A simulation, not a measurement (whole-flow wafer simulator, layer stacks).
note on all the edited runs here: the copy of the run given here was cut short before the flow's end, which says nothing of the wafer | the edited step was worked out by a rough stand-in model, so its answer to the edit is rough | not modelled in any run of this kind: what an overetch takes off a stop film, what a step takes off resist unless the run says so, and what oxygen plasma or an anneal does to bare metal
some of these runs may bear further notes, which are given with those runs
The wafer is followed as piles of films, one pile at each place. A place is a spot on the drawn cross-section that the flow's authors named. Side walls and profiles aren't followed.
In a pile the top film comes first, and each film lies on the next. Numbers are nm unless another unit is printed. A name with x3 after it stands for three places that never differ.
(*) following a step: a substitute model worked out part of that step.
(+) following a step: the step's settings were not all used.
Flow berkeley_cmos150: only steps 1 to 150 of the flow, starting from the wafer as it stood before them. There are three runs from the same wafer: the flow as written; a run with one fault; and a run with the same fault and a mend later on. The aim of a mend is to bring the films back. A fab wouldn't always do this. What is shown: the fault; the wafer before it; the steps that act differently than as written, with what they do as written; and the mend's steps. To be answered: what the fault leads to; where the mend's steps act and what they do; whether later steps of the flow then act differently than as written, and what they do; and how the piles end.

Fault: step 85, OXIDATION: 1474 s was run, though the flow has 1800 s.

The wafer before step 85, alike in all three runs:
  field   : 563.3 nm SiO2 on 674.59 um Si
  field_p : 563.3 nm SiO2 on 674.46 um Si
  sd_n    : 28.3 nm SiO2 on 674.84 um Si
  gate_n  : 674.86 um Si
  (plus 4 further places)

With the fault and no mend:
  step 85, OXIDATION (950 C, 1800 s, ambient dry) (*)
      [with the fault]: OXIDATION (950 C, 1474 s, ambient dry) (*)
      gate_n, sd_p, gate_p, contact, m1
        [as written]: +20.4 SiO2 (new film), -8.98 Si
        [with the fault]: +18.1 SiO2 (new film), -7.95 Si
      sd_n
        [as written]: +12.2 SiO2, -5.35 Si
        [with the fault]: +10.3 SiO2, -4.52 Si
  Later steps of the flow acting differently than as written (21 other steps are not shown; they differ only slightly, by no more than 2% or 0.5 nm, whichever is larger):
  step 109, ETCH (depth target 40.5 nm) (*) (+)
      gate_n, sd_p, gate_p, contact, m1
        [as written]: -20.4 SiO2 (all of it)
        [with the fault]: -18.1 SiO2 (all of it)
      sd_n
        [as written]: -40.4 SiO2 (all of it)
        [with the fault]: -38.5 SiO2 (all of it)
  When the end is reached, the piles differ only a little from the flow's at the places that both follow, at most by 2% or 0.5 nm, whichever is larger.

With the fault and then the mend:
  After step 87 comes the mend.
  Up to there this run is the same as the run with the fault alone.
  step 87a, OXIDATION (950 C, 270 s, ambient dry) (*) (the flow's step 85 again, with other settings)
      gate_n, sd_p, gate_p, contact, m1
        +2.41 SiO2, -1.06 Si
      field, field_p
        +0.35 SiO2, -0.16 Si
      sd_n
        +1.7 SiO2, -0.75 Si
  Every later step of the flow that is run acts as written, at every place that is followed, to within 2% or 0.5 nm, whichever is larger.
  When the end is reached, the piles differ only a little from the flow's at the places that both follow, at most by 2% or 0.5 nm, whichever is larger.
